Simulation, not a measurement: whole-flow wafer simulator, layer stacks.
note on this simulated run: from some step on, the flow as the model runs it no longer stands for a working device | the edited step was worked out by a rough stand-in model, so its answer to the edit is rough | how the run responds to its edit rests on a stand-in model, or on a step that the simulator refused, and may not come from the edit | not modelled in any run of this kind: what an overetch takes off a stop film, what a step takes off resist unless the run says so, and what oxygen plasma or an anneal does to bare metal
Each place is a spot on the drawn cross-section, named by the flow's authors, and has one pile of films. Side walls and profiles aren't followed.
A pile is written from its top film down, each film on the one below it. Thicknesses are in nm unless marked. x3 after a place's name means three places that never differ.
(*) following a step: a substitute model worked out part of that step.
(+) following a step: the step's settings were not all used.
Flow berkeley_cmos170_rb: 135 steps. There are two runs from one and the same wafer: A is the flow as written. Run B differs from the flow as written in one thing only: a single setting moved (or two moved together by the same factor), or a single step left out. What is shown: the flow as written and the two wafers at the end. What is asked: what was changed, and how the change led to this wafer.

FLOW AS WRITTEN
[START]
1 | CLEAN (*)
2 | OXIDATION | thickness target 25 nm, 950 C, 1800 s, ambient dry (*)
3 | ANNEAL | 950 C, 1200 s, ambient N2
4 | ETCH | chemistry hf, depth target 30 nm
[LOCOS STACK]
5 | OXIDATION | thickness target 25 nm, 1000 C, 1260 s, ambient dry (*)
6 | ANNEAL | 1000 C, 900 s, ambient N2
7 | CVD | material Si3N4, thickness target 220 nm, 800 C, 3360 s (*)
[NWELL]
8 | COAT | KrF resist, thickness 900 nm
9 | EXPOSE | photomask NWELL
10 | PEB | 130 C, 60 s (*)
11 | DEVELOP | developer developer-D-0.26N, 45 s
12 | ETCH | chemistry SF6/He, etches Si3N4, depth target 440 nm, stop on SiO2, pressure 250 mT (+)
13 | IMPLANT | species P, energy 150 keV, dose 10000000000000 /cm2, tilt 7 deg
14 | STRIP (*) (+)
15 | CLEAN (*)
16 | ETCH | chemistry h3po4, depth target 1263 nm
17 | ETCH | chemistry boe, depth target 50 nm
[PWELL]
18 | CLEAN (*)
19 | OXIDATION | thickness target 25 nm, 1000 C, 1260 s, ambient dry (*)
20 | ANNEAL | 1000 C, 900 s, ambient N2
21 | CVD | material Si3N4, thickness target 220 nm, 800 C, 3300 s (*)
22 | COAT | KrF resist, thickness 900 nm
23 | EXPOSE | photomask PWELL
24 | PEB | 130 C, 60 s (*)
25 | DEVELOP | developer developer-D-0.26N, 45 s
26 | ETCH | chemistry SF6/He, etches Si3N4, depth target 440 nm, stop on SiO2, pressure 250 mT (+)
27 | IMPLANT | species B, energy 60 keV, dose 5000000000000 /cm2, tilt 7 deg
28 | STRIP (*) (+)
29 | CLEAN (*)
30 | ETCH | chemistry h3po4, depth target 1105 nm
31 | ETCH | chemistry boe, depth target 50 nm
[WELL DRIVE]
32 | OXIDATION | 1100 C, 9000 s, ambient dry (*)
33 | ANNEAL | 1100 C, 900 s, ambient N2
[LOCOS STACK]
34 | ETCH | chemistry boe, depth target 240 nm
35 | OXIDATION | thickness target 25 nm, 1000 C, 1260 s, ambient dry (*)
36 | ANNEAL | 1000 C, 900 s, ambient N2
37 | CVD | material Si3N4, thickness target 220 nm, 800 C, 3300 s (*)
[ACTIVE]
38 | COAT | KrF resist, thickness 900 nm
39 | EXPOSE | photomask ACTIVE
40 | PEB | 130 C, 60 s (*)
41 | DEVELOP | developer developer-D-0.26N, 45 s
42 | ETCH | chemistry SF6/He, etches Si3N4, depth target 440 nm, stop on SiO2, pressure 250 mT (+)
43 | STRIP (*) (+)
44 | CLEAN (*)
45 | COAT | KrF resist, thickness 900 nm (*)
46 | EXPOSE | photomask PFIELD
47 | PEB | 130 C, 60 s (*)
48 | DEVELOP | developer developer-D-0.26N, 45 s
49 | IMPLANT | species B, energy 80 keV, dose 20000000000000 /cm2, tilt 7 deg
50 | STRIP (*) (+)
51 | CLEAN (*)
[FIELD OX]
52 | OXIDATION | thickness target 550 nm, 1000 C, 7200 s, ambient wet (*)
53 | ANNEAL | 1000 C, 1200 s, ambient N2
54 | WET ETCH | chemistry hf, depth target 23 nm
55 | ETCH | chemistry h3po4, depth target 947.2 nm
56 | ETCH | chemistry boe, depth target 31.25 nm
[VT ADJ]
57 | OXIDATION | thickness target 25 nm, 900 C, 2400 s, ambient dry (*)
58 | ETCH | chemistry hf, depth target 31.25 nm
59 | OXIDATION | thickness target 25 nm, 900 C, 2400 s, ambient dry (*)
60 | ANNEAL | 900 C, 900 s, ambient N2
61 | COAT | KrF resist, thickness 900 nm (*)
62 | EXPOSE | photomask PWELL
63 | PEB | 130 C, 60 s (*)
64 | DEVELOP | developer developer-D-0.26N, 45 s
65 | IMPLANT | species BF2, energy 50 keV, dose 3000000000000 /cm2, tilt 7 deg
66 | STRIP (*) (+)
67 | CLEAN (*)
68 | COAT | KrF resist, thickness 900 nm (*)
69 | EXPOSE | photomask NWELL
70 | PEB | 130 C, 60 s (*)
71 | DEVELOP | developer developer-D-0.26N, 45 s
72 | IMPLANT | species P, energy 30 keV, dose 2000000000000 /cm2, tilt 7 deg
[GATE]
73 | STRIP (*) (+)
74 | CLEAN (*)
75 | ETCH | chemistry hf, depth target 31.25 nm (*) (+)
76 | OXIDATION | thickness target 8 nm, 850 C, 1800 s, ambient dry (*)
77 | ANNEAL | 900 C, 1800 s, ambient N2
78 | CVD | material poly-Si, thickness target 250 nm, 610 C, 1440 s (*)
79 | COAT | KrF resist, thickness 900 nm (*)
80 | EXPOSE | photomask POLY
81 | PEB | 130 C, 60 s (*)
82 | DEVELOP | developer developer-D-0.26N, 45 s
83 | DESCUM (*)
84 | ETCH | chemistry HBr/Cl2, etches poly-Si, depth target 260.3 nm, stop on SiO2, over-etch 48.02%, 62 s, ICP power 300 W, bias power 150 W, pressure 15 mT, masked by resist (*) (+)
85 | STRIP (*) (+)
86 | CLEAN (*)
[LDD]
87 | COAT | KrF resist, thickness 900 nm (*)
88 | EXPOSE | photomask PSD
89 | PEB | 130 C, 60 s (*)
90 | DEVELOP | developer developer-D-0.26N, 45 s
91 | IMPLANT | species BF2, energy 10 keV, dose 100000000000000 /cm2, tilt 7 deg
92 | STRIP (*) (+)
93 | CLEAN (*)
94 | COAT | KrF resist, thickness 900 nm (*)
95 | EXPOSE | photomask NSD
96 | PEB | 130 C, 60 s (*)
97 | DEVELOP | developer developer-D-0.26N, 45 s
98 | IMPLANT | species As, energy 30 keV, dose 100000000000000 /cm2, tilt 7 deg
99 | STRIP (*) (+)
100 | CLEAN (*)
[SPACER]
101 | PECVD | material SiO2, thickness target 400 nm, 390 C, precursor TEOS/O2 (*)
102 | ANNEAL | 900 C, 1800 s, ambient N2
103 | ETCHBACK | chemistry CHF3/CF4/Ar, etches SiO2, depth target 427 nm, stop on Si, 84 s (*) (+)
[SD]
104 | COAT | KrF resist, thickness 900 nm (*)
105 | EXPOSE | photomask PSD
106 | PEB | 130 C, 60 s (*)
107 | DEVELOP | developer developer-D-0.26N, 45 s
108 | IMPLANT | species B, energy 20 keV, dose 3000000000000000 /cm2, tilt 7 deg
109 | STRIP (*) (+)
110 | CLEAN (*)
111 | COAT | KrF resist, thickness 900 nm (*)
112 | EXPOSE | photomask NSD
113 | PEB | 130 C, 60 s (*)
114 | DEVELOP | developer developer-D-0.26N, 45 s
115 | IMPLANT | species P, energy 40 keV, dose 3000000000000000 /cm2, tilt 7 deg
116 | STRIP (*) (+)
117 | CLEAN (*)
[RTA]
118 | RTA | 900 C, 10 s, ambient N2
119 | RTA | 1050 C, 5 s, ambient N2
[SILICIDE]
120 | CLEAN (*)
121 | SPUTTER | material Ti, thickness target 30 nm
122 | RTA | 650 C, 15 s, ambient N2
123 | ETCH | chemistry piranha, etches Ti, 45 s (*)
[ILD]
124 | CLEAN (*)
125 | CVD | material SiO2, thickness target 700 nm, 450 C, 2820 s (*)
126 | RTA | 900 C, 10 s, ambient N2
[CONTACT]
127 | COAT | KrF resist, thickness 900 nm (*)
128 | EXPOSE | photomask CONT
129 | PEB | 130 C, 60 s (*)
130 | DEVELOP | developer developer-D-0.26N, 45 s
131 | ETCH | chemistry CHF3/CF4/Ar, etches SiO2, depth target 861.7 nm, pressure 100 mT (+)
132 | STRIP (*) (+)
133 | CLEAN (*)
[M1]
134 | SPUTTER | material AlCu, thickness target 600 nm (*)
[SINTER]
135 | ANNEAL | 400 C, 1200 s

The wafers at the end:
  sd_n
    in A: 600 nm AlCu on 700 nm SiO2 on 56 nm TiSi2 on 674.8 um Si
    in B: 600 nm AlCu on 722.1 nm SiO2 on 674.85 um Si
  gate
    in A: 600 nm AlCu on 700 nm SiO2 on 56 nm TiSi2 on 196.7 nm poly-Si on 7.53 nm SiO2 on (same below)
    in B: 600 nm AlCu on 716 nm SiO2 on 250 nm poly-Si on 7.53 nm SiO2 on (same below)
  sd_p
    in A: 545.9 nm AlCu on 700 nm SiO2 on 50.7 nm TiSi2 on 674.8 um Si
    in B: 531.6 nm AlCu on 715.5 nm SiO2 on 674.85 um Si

What caused this: step 103, ETCHBACK: depth target 384 nm was run, while the flow as written has depth target 427 nm.

How this came from the change, step by step:
  103 | ETCHBACK | chemistry CHF3/CF4/Ar, etches SiO2, depth target 427 nm, stop on Si, 84 s (*) (+)
      sd_n, contact, m1: A SiO2 loses 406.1 (all of it) | B SiO2 loses 384
      gate, gate_p: A SiO2 loses 400 (all of it) | B SiO2 loses 384
      (and at 4 other places as well)
  104 | COAT | KrF resist, thickness 900 nm (*)
      sd_n: A KrF resist gains 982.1 (new film) | B KrF resist gains 1002.7 (new film)
      gate: A KrF resist gains 742.1 (new film) | B KrF resist gains 786.6 (new film)
      (and at 2 other places as well)
  107 | DEVELOP | developer developer-D-0.26N, 45 s
      sd_p: A KrF resist loses 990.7 (all of it) | B KrF resist loses 1033.5 (all of it)
      gate_p: A KrF resist loses 743.2 (all of it) | B KrF resist loses 782.3 (all of it)
  109 | STRIP (*) (+)
      sd_n: A KrF resist loses 967.9 (all of it) | B KrF resist loses 988.5 (all of it)
      gate: A KrF resist loses 727.9 (all of it) | B KrF resist loses 772.4 (all of it)
  111 | COAT | KrF resist, thickness 900 nm (*)
      sd_n: A KrF resist gains 982.1 (new film) | B KrF resist gains 1002.7 (new film)
      gate: A KrF resist gains 742.1 (new film) | B KrF resist gains 786.6 (new film)
      (and at 2 other places as well)
  114 | DEVELOP | developer developer-D-0.26N, 45 s
      sd_n: A KrF resist loses 982.1 (all of it) | B KrF resist loses 1002.7 (all of it)
      gate: A KrF resist loses 742.1 (all of it) | B KrF resist loses 786.6 (all of it)
  116 | STRIP (*) (+)
      sd_p: A KrF resist loses 976.5 (all of it) | B KrF resist loses 1019.3 (all of it)
      gate_p: A KrF resist loses 729 (all of it) | B KrF resist loses 768.1 (all of it)
  121 | SPUTTER | material Ti, thickness target 30 nm
      sd_p: A Ti gains 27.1 (new film) | B Ti gains 25.6 (new film)
  122 | RTA | 650 C, 15 s, ambient N2
      sd_n, contact, m1: A Ti loses 23.4, TiSi first gains 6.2 (new film), TiSi2 C49 gains 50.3 (new film), Si loses 49 | B nothing
      gate, gate_p: A Ti loses 23.4, TiSi first gains 6.2 (new film), TiSi2 C49 gains 50.3 (new film), poly-Si loses 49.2 | B nothing
      (and at 1 other place as well)
  123 | ETCH | chemistry piranha, etches Ti, 45 s (*)
      sd_n, gate, gate_p, contact, m1: A Ti loses 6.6 (all of it) | B Ti loses 30 (all of it)
      sd_p: A Ti loses 5.96 (all of it) | B Ti loses 25.6 (all of it)
  125 | CVD | material SiO2, thickness target 700 nm, 450 C, 2820 s (*)
      sd_n, gate, gate_p, contact, m1: A SiO2 gains 700 (new film) | B SiO2 gains 700
      sd_p: A SiO2 gains 700 (new film) | B SiO2 gains 711.1
  126 | RTA | 900 C, 10 s, ambient N2
      sd_n, contact, m1: A under 1 film: TiSi2 gains 56 (new film), TiSi first loses 6.2 (all of it), TiSi2 C49 loses 50.3 (all of it), Si loses 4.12 | B nothing
      gate, gate_p: A under 1 film: TiSi2 gains 56 (new film), TiSi first loses 6.2 (all of it), TiSi2 C49 loses 50.3 (all of it), poly-Si loses 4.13 | B nothing
      (and at 1 other place as well)
  127 | COAT | KrF resist, thickness 900 nm (*)
      gate: A KrF resist gains 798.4 (new film) | B KrF resist gains 819.8 (new film)
      sd_p: A KrF resist gains 1039.8 (new film) | B KrF resist gains 1062.9 (new film)
      (and at 1 other place as well)
  131 | ETCH | chemistry CHF3/CF4/Ar, etches SiO2, depth target 861.7 nm, pressure 100 mT (+)
      contact: A SiO2 loses 700 (all of it), TiSi2 loses 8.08 | B SiO2 loses 722.1 (all of it), Si loses 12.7
  132 | STRIP (*) (+)
      gate: A KrF resist loses 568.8 (all of it) | B KrF resist loses 590.2 (all of it)
      sd_p: A KrF resist loses 810.2 (all of it) | B KrF resist loses 833.2 (all of it)
      (and at 1 other place as well)
  134 | SPUTTER | material AlCu, thickness target 600 nm (*)
      sd_p: A AlCu gains 545.9 (new film) | B AlCu gains 531.6 (new film)
